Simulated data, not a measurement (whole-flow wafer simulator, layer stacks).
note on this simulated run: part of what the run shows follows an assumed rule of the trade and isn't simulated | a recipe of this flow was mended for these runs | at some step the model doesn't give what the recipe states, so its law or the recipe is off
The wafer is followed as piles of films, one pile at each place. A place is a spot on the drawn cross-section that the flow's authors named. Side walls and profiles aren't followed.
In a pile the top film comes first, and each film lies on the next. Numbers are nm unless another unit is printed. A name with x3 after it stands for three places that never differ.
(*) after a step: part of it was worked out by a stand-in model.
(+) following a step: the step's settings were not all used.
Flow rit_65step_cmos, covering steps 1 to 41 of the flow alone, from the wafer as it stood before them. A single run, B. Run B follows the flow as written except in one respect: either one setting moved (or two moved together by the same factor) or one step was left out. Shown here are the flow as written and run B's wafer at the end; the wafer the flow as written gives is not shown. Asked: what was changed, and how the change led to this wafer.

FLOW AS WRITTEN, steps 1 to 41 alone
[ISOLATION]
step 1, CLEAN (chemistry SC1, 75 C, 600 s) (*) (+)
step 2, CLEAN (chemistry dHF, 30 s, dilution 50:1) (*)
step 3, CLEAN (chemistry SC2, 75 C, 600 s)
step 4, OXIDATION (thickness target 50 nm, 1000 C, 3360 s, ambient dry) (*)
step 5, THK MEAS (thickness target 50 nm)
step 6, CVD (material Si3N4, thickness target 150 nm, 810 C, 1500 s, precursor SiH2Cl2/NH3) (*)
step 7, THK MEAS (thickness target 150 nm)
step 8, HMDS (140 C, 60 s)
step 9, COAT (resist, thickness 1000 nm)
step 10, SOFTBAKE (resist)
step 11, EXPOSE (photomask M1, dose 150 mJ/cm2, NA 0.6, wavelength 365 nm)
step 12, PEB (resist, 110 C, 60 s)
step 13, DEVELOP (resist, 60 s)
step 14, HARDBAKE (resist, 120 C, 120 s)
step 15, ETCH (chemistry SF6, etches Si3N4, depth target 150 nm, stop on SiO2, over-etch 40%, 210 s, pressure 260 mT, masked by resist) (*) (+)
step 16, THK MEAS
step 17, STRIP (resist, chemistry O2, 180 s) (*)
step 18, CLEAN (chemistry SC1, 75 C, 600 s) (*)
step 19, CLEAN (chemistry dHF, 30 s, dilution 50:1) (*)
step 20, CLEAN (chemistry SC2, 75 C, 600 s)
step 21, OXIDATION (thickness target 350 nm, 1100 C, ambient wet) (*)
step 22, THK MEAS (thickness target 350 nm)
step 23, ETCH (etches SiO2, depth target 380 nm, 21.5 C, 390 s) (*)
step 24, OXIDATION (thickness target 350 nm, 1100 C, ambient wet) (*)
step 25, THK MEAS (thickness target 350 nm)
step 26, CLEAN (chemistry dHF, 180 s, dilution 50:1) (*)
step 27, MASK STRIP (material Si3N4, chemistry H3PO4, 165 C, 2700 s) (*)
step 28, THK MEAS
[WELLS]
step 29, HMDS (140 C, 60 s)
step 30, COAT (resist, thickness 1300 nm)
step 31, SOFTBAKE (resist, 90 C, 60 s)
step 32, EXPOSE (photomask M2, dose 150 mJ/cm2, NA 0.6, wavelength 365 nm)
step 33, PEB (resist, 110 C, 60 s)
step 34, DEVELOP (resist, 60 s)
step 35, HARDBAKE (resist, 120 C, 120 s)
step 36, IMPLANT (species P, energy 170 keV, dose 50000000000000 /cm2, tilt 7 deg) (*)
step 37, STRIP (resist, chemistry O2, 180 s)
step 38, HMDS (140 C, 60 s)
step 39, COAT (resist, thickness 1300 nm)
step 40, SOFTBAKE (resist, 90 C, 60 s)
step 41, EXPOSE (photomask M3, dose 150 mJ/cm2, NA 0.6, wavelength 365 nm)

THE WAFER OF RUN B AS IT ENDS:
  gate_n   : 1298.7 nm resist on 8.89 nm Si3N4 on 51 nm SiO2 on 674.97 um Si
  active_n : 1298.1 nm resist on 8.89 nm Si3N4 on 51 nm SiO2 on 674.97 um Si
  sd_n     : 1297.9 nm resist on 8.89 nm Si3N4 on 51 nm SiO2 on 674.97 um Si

The reason: step 6, CVD: thickness target 304 nm was run, whereas the flow has thickness target 150 nm; step 6, CVD: 3038 s was run, where the flow has 1500 s.

How this came from the change, step by step:
  step 6, CVD (material Si3N4, thickness target 150 nm, 810 C, 1500 s, precursor SiH2Cl2/NH3) (*)
      field, field_pw, field_nw and 11 more: Si3N4 gains 304 (new film) (it would be, as written: Si3N4 gains 150 (new film))
  step 15, ETCH (chemistry SF6, etches Si3N4, depth target 150 nm, stop on SiO2, over-etch 40%, 210 s, pressure 260 mT, masked by resist) (*) (+)
      field, field_pw, field_nw, field_p: Si3N4 loses 210 (it would be, as written: Si3N4 loses 150 (all of it), SiO2 loses 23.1)
  step 18, CLEAN (chemistry SC1, 75 C, 600 s) (*)
      field, field_pw, field_nw, field_p: Si3N4 loses 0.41 (it would be, as written: SiO2 loses 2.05)
  step 19, CLEAN (chemistry dHF, 30 s, dilution 50:1) (*)
      field, field_pw, field_nw, field_p: Si3N4 loses 0.43 (it would be, as written: SiO2 loses 2.78)
  step 21, OXIDATION (thickness target 350 nm, 1100 C, ambient wet) (*)
      gate_n, gate_p, spacer, spacer_p, sd_n, sd_p, contact, m1: SiO2 gains 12 (new film), Si3N4 loses 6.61 (it would be, as written: SiO2 gains 12 (new film), Si3N4 loses 6.61, SiO2 gains 0.03)
      field, field_p: SiO2 gains 12 (new film), Si3N4 loses 6.61 (it would be, as written: SiO2 gains 328.2, Si loses 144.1)
      (also at 2 further places)
  step 23, ETCH (etches SiO2, depth target 380 nm, 21.5 C, 390 s) (*)
      field, field_p: SiO2 loses 12 (all of it), Si3N4 loses 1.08 (it would be, as written: SiO2 loses 351.3 (all of it), Si loses 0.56)
      field_pw, field_nw: SiO2 loses 12 (all of it), Si3N4 loses 1.08 (it would be, as written: SiO2 loses 355.4 (all of it), Si loses 0.49)
      (also at 10 further places)
  step 24, OXIDATION (thickness target 350 nm, 1100 C, ambient wet) (*)
      field, field_pw, field_nw, field_p: SiO2 gains 12 (new film), Si3N4 loses 6.61 (it would be, as written: SiO2 gains 350 (new film), Si loses 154)
  step 26, CLEAN (chemistry dHF, 180 s, dilution 50:1) (*)
      field, field_pw, field_nw, field_p: SiO2 loses 12 (all of it), Si3N4 loses 0.44 (it would be, as written: SiO2 loses 16.7)
  step 27, MASK STRIP (material Si3N4, chemistry H3PO4, 165 C, 2700 s) (*)
      active_n, active_p, gate_n and 7 more: Si3N4 loses 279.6 (it would be, as written: Si3N4 loses 131.8 (all of it), SiO2 loses 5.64)
      field, field_pw, field_nw, field_p: Si3N4 loses 78.4 (all of it), SiO2 loses 7.68 (it would be, as written: SiO2 loses 10.7)
